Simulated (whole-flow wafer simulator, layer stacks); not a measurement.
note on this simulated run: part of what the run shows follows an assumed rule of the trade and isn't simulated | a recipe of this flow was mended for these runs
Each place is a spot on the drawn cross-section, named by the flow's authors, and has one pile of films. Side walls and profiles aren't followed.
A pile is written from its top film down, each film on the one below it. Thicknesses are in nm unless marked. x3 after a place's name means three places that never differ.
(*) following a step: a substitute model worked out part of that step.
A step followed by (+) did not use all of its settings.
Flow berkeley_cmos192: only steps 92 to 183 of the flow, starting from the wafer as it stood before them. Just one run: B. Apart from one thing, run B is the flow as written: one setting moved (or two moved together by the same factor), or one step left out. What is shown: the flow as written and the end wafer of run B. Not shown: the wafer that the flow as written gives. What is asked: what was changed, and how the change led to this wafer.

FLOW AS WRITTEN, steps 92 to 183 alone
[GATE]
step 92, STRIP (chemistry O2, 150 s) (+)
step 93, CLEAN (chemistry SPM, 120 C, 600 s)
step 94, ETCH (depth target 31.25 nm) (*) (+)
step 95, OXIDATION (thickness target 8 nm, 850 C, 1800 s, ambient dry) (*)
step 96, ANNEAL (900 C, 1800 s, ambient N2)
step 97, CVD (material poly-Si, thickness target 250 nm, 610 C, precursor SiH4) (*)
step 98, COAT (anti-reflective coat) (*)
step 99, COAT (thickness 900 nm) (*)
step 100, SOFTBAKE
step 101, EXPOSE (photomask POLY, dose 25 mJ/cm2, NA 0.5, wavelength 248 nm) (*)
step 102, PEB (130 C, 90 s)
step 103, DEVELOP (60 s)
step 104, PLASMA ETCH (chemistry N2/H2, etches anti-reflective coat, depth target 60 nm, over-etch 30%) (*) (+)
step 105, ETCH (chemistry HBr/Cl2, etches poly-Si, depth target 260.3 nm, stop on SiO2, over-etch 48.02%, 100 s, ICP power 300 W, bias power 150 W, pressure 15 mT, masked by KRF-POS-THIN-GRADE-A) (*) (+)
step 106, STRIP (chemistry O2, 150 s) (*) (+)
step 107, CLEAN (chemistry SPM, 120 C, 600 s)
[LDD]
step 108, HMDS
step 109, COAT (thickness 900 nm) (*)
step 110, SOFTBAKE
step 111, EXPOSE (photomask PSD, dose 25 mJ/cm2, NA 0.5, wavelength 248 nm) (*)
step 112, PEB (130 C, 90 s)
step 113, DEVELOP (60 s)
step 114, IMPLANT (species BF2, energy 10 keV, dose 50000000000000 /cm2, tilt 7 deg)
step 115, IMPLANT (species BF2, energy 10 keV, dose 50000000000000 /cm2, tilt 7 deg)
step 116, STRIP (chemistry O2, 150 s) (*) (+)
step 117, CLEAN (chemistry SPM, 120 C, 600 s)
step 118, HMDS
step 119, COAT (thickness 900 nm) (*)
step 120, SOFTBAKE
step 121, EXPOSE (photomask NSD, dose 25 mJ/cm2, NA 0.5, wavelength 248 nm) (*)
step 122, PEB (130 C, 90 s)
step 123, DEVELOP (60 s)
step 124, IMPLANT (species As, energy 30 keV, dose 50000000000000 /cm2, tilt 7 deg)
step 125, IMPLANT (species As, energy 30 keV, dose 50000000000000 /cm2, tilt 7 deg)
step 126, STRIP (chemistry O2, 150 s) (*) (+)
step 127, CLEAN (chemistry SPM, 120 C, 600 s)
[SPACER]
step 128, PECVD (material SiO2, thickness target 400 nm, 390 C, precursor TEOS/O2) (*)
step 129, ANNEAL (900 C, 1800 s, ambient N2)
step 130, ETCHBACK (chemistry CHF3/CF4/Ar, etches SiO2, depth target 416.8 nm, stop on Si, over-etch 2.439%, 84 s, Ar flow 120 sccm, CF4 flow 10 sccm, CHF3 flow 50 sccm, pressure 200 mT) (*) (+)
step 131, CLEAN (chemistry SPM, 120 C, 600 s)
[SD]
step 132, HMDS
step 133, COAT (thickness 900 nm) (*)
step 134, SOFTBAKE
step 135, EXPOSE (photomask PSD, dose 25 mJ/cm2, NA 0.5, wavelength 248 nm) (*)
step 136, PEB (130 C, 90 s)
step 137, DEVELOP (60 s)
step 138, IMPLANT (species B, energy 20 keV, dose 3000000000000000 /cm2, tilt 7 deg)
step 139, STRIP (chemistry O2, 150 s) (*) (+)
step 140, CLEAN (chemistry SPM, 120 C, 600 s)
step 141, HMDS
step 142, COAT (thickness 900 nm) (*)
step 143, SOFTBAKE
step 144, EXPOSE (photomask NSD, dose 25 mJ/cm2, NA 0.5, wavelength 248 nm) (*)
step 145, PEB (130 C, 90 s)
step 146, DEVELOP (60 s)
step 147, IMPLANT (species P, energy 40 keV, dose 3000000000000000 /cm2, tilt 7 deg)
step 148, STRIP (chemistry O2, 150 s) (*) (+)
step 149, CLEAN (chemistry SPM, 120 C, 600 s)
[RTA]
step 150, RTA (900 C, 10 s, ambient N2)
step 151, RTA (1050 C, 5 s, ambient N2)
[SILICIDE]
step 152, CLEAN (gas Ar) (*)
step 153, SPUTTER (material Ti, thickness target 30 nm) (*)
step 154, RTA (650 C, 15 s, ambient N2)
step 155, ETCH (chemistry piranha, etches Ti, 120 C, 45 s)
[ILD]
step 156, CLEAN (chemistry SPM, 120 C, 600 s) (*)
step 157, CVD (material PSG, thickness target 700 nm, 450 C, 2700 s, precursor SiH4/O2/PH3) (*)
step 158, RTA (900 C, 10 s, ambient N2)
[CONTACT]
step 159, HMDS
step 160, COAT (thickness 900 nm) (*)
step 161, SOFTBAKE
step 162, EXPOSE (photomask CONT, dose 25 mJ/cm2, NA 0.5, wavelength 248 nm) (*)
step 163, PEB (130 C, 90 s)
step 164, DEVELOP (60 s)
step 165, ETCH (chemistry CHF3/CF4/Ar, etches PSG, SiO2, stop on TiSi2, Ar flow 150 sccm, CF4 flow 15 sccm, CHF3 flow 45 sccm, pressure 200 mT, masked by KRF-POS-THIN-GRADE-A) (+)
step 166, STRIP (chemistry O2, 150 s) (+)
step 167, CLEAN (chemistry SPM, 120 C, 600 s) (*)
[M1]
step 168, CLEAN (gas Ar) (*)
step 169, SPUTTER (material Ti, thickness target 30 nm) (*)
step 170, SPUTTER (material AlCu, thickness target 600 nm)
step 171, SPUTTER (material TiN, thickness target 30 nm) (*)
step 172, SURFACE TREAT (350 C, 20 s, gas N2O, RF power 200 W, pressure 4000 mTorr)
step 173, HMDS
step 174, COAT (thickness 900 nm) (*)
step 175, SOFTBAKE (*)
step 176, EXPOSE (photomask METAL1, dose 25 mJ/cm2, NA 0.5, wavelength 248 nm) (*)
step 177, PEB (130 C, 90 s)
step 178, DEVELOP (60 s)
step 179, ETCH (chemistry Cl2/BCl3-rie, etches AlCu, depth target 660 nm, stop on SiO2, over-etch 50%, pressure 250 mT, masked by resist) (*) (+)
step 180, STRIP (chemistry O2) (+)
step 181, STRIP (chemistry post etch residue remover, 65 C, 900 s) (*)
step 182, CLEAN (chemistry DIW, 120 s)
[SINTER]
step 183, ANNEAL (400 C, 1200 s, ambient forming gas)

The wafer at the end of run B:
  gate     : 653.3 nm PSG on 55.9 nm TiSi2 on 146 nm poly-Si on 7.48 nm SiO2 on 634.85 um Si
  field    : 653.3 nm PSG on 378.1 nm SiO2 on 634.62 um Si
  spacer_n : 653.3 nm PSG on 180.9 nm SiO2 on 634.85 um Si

Cause: step 97, CVD: thickness target 205 nm was run, whereas the flow has thickness target 250 nm.

The path from the change to this, step by step:
  step 97, CVD (material poly-Si, thickness target 250 nm, 610 C, precursor SiH4) (*)
      field, sd_n, spacer_n and 6 more: poly-Si gains 205 (new film) (in the flow as written it would be: poly-Si gains 250 (new film))
  step 105, ETCH (chemistry HBr/Cl2, etches poly-Si, depth target 260.3 nm, stop on SiO2, over-etch 48.02%, 100 s, ICP power 300 W, bias power 150 W, pressure 15 mT, masked by KRF-POS-THIN-GRADE-A) (*) (+)
      spacer_n, spacer_p: poly-Si loses 201.2 (all of it), SiO2 loses 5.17 (in the flow as written it would be: poly-Si loses 246.2 (all of it), SiO2 loses 1.71)
      field: poly-Si loses 201.2 (all of it), SiO2 loses 5.17 (in the flow as written it would be: poly-Si loses 246.1 (all of it), SiO2 loses 1.71)
      (as well as at 4 more places)
  step 109, COAT (thickness 900 nm) (*)
      gate: KrF-resist gains 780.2 (new film) (in the flow as written it would be: KrF-resist gains 743.5 (new film))
      gate_p: KrF-resist gains 776.4 (new film) (in the flow as written it would be: KrF-resist gains 739.8 (new film))
  step 113, DEVELOP (60 s)
      gate_p: KrF-resist loses 774.8 (all of it) (in the flow as written it would be: KrF-resist loses 738.2 (all of it))
  step 116, STRIP (chemistry O2, 150 s) (*) (+)
      gate: KrF-resist loses 763.5 (all of it), chemical SiO2 gains 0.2, poly-Si loses 0.09 (in the flow as written it would be: KrF-resist loses 727 (all of it), chemical SiO2 gains 0.2, poly-Si loses 0.09)
  step 119, COAT (thickness 900 nm) (*)
      gate: KrF-resist gains 779.4 (new film) (in the flow as written it would be: KrF-resist gains 743.4 (new film))
      gate_p: KrF-resist gains 775.7 (new film) (in the flow as written it would be: KrF-resist gains 739.7 (new film))
  step 123, DEVELOP (60 s)
      gate: KrF-resist loses 777.8 (all of it) (in the flow as written it would be: KrF-resist loses 741.9 (all of it))
  step 126, STRIP (chemistry O2, 150 s) (*) (+)
      gate_p: KrF-resist loses 759.1 (all of it), chemical SiO2 gains 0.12, poly-Si loses 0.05 (in the flow as written it would be: KrF-resist loses 723.2 (all of it), chemical SiO2 gains 0.12, poly-Si loses 0.05)
  step 130, ETCHBACK (chemistry CHF3/CF4/Ar, etches SiO2, depth target 416.8 nm, stop on Si, over-etch 2.439%, 84 s, Ar flow 120 sccm, CF4 flow 10 sccm, CHF3 flow 50 sccm, pressure 200 mT) (*) (+)
      spacer_n: SiO2 loses 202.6 (in the flow as written it would be: SiO2 loses 161)
      spacer_p: SiO2 loses 202.5 (in the flow as written it would be: SiO2 loses 161)
  step 133, COAT (thickness 900 nm) (*)
      spacer_n: KrF-resist gains 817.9 (new film) (in the flow as written it would be: KrF-resist gains 785.3 (new film))
      gate: KrF-resist gains 796.7 (new film) (in the flow as written it would be: KrF-resist gains 764.7 (new film))
      (as well as at 2 more places)
  step 137, DEVELOP (60 s)
      spacer_p: KrF-resist loses 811 (all of it) (in the flow as written it would be: KrF-resist loses 778.4 (all of it))
      gate_p: KrF-resist loses 789.6 (all of it) (in the flow as written it would be: KrF-resist loses 757.7 (all of it))
  step 139, STRIP (chemistry O2, 150 s) (*) (+)
      spacer_n: KrF-resist loses 801.2 (all of it) (in the flow as written it would be: KrF-resist loses 768.7 (all of it))
      gate: KrF-resist loses 780 (all of it), chemical SiO2 gains 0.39, poly-Si loses 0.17 (in the flow as written it would be: KrF-resist loses 748.1 (all of it), chemical SiO2 gains 0.39, poly-Si loses 0.17)
  step 142, COAT (thickness 900 nm) (*)
      spacer_n: KrF-resist gains 818.1 (new film) (in the flow as written it would be: KrF-resist gains 785.4 (new film))
      gate: KrF-resist gains 796.6 (new film) (in the flow as written it would be: KrF-resist gains 764.6 (new film))
      (as well as at 2 more places)
  step 146, DEVELOP (60 s)
      spacer_n: KrF-resist loses 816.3 (all of it) (in the flow as written it would be: KrF-resist loses 783.7 (all of it))
      gate: KrF-resist loses 794.8 (all of it) (in the flow as written it would be: KrF-resist loses 762.9 (all of it))
  step 148, STRIP (chemistry O2, 150 s) (*) (+)
      spacer_p: KrF-resist loses 796.2 (all of it) (in the flow as written it would be: KrF-resist loses 763.6 (all of it))
      gate_p: KrF-resist loses 774.5 (all of it), chemical SiO2 gains 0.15 (in the flow as written it would be: KrF-resist loses 742.5 (all of it), chemical SiO2 gains 0.15)
  step 160, COAT (thickness 900 nm) (*)
      spacer_n: KrF-resist gains 847.9 (new film) (in the flow as written it would be: KrF-resist gains 823.6 (new film))
      gate: KrF-resist gains 825.6 (new film) (in the flow as written it would be: KrF-resist gains 803.9 (new film))
      (as well as at 2 more places)
  ... another 2 steps ...
  step 178, DEVELOP (60 s)
      spacer_n: KrF-resist loses 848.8 (all of it) (in the flow as written it would be: KrF-resist loses 824.8 (all of it))
      gate: KrF-resist loses 826.9 (all of it) (in the flow as written it would be: KrF-resist loses 805.2 (all of it))
      (as well as at 2 more places)
